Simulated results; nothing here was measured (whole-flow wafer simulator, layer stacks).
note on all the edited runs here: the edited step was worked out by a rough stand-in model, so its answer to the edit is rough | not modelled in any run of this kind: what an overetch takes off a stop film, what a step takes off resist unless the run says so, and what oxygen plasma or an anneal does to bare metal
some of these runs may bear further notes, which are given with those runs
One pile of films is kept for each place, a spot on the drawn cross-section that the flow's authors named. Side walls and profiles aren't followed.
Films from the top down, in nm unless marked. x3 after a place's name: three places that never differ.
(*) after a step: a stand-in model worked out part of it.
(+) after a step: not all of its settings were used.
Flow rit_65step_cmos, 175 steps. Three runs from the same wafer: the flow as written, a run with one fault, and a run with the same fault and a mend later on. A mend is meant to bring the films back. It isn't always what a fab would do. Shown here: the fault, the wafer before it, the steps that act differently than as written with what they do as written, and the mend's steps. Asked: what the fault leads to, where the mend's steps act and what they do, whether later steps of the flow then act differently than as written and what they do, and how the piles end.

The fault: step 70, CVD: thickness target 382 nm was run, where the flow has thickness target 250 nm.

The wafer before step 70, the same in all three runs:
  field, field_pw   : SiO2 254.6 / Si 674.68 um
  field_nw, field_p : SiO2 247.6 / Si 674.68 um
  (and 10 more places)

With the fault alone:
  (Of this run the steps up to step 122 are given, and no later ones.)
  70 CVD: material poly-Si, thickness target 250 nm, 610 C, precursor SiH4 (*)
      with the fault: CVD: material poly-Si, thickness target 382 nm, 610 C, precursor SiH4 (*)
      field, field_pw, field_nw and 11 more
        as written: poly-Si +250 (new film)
        with the fault: poly-Si +382 (new film)
  Later steps of the flow that act differently than as written (3 more steps differ only slightly, by at most 2% or 0.5 nm, whichever is larger, and aren't shown):
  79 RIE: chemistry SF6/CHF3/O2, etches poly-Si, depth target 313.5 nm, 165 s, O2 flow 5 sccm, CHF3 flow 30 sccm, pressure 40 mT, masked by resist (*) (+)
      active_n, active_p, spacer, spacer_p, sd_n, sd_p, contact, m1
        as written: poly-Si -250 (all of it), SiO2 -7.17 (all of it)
        with the fault: poly-Si -313.5
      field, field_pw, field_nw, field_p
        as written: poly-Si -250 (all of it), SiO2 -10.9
        with the fault: poly-Si -313.5
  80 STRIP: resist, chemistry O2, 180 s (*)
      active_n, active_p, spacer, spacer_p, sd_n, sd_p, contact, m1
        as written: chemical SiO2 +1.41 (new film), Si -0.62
        with the fault: chemical SiO2 +1.41 (new film), poly-Si -0.62
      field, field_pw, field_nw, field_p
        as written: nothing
        with the fault: chemical SiO2 +1.41 (new film), poly-Si -0.62
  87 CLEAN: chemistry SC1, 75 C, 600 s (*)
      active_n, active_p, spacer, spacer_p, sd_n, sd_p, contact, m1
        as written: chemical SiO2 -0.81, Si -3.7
        with the fault: chemical SiO2 -0.81, poly-Si -3.7
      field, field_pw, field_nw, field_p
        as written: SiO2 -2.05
        with the fault: chemical SiO2 -0.81, poly-Si -3.7
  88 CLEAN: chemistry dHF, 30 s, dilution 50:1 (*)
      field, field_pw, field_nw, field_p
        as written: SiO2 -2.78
        with the fault: chemical SiO2 -0.6 (all of it)
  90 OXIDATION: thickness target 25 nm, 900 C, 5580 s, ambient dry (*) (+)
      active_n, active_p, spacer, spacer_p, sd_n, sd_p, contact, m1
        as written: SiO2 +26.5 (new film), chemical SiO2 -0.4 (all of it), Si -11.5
        with the fault: SiO2 +28.9 (new film), chemical SiO2 -0.4 (all of it), poly-Si -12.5
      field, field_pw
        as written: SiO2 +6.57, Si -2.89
        with the fault: SiO2 +28.9 (new film), chemical SiO2 -0.4 (all of it), poly-Si -12.5
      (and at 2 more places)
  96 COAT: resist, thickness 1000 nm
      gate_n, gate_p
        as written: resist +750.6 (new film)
        with the fault: resist +700.9 (new film)
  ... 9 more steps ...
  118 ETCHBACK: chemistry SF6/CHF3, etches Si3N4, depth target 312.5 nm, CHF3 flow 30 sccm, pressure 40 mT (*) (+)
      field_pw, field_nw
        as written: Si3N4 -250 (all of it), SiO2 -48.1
        with the fault: Si3N4 -250 (all of it), SiO2 -24.1 (all of it), poly-Si -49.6
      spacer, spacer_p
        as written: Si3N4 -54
        with the fault: Si3N4 +0.96
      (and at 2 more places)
  After step 122 the piles differ from the flow's by more than 2% or 0.5 nm, whichever is larger, at field, field_pw, field_nw, field_p, gate_n, gate_p, spacer, spacer_p.
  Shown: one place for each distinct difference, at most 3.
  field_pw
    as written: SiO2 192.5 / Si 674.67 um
    with the fault: poly-Si 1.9 / SiO2 254.6 / Si 674.68 um
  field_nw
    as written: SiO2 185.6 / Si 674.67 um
    with the fault: poly-Si 1.9 / SiO2 247.6 / Si 674.68 um
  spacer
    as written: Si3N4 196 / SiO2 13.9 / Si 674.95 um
    with the fault: Si3N4 251 / SiO2 16.3 / poly-Si 51.5 / SiO2 7.17 / Si 674.97 um

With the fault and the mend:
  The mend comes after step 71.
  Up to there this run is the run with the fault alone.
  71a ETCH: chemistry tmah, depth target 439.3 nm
      field, field_pw, field_nw and 11 more
        poly-Si -382 (all of it)
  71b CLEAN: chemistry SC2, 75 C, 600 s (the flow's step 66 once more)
      changes no film at any place that is followed
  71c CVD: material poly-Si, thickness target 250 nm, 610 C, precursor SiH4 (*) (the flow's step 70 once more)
      field, field_pw, field_nw and 11 more
        poly-Si +250 (new film)
  No later step of the flow acts differently than as written at any place that is followed.
  At the end the piles are the same as the flow's at every place that both follow.
